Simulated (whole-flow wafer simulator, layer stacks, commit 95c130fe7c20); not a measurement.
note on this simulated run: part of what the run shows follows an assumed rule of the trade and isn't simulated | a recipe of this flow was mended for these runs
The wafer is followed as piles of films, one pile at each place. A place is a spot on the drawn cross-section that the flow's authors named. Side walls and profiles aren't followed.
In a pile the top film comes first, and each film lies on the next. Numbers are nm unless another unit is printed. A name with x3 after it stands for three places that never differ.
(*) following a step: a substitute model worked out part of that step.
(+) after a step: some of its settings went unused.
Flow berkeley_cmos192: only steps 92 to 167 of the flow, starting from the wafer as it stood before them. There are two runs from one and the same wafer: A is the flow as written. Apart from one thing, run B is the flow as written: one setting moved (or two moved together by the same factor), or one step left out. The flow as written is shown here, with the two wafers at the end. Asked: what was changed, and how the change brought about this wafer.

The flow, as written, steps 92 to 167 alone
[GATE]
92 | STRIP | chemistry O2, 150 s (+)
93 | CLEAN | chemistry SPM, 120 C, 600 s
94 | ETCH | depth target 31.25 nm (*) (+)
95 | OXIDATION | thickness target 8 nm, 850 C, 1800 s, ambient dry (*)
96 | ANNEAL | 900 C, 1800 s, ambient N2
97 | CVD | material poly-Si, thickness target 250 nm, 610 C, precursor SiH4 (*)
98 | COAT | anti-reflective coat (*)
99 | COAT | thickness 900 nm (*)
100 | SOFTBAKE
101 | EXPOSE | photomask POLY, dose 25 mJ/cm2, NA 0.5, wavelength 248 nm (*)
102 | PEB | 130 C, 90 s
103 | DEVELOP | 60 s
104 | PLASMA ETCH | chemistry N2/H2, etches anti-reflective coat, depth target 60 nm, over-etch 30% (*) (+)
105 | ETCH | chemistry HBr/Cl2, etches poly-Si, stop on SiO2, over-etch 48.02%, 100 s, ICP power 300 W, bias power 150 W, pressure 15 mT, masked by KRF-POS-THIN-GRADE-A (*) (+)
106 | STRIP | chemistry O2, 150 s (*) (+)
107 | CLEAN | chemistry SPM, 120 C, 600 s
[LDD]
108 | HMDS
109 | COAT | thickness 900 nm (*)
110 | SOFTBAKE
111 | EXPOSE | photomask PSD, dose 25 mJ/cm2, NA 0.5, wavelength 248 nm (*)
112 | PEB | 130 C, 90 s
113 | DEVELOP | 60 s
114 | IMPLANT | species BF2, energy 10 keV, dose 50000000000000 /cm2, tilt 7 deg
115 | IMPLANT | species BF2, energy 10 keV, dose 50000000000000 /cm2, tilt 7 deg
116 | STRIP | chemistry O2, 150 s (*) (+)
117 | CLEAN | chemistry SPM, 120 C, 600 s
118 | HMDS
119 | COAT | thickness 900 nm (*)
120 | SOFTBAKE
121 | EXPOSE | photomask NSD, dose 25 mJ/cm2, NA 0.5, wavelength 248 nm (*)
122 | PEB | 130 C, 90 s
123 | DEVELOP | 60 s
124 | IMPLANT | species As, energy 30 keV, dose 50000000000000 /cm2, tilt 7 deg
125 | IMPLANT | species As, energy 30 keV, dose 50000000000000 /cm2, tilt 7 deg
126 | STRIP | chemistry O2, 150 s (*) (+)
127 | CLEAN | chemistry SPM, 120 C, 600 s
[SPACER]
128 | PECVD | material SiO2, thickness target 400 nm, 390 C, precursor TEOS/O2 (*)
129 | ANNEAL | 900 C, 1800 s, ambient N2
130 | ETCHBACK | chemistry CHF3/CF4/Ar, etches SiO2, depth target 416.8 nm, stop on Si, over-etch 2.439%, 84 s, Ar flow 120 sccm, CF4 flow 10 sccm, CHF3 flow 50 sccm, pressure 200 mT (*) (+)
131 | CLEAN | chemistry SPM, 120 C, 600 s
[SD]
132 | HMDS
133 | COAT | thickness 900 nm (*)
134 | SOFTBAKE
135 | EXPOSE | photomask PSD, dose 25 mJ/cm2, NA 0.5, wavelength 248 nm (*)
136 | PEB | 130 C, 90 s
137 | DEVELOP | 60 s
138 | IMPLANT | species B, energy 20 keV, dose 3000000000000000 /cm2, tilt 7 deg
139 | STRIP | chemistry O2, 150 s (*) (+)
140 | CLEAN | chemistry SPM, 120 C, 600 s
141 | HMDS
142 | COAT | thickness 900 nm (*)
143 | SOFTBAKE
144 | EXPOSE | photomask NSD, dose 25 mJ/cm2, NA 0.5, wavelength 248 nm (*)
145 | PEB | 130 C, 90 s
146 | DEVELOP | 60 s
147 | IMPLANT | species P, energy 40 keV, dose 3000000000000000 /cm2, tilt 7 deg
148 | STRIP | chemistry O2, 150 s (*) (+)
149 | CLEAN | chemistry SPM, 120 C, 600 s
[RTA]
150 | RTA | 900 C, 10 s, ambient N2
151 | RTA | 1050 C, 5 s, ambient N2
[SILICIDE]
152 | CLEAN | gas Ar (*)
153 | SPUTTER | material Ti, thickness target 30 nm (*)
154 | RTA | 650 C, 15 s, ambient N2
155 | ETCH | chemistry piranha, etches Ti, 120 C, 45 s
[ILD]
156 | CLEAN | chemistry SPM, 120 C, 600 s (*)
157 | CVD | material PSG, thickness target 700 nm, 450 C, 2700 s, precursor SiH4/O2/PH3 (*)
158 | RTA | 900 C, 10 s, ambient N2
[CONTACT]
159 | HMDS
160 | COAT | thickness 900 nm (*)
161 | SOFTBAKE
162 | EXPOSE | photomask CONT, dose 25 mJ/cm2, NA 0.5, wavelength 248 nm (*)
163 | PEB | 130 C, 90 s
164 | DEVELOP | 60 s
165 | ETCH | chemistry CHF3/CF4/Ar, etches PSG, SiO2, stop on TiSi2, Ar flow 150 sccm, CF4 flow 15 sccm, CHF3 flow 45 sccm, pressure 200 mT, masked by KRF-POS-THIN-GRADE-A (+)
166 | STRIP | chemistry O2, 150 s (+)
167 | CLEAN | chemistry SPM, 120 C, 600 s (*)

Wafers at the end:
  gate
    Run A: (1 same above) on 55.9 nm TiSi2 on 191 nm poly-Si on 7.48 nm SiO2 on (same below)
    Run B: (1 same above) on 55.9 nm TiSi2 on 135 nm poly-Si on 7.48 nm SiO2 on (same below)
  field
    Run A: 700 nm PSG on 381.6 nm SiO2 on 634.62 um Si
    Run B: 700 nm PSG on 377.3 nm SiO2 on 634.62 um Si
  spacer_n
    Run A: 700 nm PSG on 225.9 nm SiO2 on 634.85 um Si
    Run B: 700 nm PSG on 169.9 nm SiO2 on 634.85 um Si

What caused this: step 97, CVD: thickness target 194 nm was run, whereas the flow has thickness target 250 nm.

Step by step, how the change led to this:
  97 | CVD | material poly-Si, thickness target 250 nm, 610 C, precursor SiH4 (*)
      field, sd_n, spacer_n and 6 more: A +250 poly-Si (new film) | B +194 poly-Si (new film)
  98 | COAT | anti-reflective coat (*)
      field: A +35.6 anti-reflective coat (new film) | B +34.6 anti-reflective coat (new film)
      contact: A +55.4 anti-reflective coat (new film) | B +54 anti-reflective coat (new film)
  104 | PLASMA ETCH | chemistry N2/H2, etches anti-reflective coat, depth target 60 nm, over-etch 30% (*) (+)
      field: A -35.6 anti-reflective coat (all of it), -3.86 poly-Si | B -34.6 anti-reflective coat (all of it), -3.8 poly-Si
      contact: A -55.4 anti-reflective coat (all of it), -3.35 poly-Si | B -54 anti-reflective coat (all of it), -3.3 poly-Si
  105 | ETCH | chemistry HBr/Cl2, etches poly-Si, stop on SiO2, over-etch 48.02%, 100 s, ICP power 300 W, bias power 150 W, pressure 15 mT, masked by KRF-POS-THIN-GRADE-A (*) (+)
      field: A -246.1 poly-Si (all of it), -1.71 SiO2 | B -190.2 poly-Si (all of it), -6.02 SiO2
      sd_n: A -248.9 poly-Si (all of it), -1.5 SiO2 | B -192.9 poly-Si (all of it), -5.81 SiO2
      (also at 5 further places)
  109 | COAT | thickness 900 nm (*)
      gate: A +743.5 KrF-resist (new film) | B +789 KrF-resist (new film)
      gate_p: A +739.8 KrF-resist (new film) | B +785.3 KrF-resist (new film)
  113 | DEVELOP | 60 s
      gate_p: A -738.2 KrF-resist (all of it) | B -783.6 KrF-resist (all of it)
  116 | STRIP | chemistry O2, 150 s (*) (+)
      gate: A -727 KrF-resist (all of it), +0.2 chemical SiO2, -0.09 poly-Si | B -772.3 KrF-resist (all of it), +0.2 chemical SiO2, -0.09 poly-Si
  119 | COAT | thickness 900 nm (*)
      gate: A +743.4 KrF-resist (new film) | B +788.3 KrF-resist (new film)
      gate_p: A +739.7 KrF-resist (new film) | B +784.5 KrF-resist (new film)
  123 | DEVELOP | 60 s
      gate: A -741.9 KrF-resist (all of it) | B -786.6 KrF-resist (all of it)
  126 | STRIP | chemistry O2, 150 s (*) (+)
      gate_p: A -723.2 KrF-resist (all of it), +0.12 chemical SiO2, -0.05 poly-Si | B -767.9 KrF-resist (all of it), +0.12 chemical SiO2, -0.05 poly-Si
  130 | ETCHBACK | chemistry CHF3/CF4/Ar, etches SiO2, depth target 416.8 nm, stop on Si, over-etch 2.439%, 84 s, Ar flow 120 sccm, CF4 flow 10 sccm, CHF3 flow 50 sccm, pressure 200 mT (*) (+)
      spacer_n, spacer_p: A -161 SiO2 | B -212.7 SiO2
  133 | COAT | thickness 900 nm (*)
      spacer_n: A +785.3 KrF-resist (new film) | B +826 KrF-resist (new film)
      gate: A +764.7 KrF-resist (new film) | B +804.6 KrF-resist (new film)
      (also at 2 further places)
  137 | DEVELOP | 60 s
      spacer_p: A -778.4 KrF-resist (all of it) | B -819.1 KrF-resist (all of it)
      gate_p: A -757.7 KrF-resist (all of it) | B -797.5 KrF-resist (all of it)
  139 | STRIP | chemistry O2, 150 s (*) (+)
      spacer_n: A -768.7 KrF-resist (all of it) | B -809.3 KrF-resist (all of it)
      gate: A -748.1 KrF-resist (all of it), +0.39 chemical SiO2, -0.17 poly-Si | B -787.9 KrF-resist (all of it), +0.39 chemical SiO2, -0.17 poly-Si
  142 | COAT | thickness 900 nm (*)
      spacer_n: A +785.4 KrF-resist (new film) | B +826.1 KrF-resist (new film)
      gate: A +764.6 KrF-resist (new film) | B +804.6 KrF-resist (new film)
      (also at 2 further places)
  146 | DEVELOP | 60 s
      spacer_n: A -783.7 KrF-resist (all of it) | B -824.3 KrF-resist (all of it)
      gate: A -762.9 KrF-resist (all of it) | B -802.8 KrF-resist (all of it)
  ... another 2 steps ...
  166 | STRIP | chemistry O2, 150 s (+)
      spacer_n: A -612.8 KrF-resist (all of it) | B -642.7 KrF-resist (all of it)
      gate: A -593.2 KrF-resist (all of it) | B -619.9 KrF-resist (all of it)
      (also at 3 further places)
